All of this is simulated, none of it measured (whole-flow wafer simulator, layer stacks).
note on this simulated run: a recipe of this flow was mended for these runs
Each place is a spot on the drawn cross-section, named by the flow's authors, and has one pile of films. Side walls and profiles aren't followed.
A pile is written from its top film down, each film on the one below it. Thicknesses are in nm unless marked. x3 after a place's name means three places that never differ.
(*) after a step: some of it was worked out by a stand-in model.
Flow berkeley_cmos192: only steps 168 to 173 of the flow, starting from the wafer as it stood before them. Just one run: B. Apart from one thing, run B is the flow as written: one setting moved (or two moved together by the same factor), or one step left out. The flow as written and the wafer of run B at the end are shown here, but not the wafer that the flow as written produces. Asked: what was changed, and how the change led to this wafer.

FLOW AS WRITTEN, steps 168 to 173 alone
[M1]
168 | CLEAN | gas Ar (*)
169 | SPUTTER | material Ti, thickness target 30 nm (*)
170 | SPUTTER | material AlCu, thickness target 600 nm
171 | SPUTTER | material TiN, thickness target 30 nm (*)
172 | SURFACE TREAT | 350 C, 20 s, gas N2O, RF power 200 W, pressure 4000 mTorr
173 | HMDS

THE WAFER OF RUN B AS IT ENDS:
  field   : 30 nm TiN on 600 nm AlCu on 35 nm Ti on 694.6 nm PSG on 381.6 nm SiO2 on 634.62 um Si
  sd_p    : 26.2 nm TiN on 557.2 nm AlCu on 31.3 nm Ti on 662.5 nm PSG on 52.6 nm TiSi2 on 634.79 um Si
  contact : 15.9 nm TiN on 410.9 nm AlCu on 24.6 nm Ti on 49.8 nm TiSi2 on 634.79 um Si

The reason: step 169, SPUTTER: thickness target 35 nm was run, though the flow has thickness target 30 nm.
One can read it off the wafer: field has Ti 35, and step 169 as written asks for 30 nm.

The path from the change to this, step by step:
  169 | SPUTTER | material Ti, thickness target 30 nm (*)
      field, sd_n, spacer_n, gate, spacer_p, gate_p, m1: +35 Ti (new film) (it would be, as written: +30 Ti (new film))
      sd_p: +31.3 Ti (new film) (it would be, as written: +26.8 Ti (new film))
      (also at 1 further place)
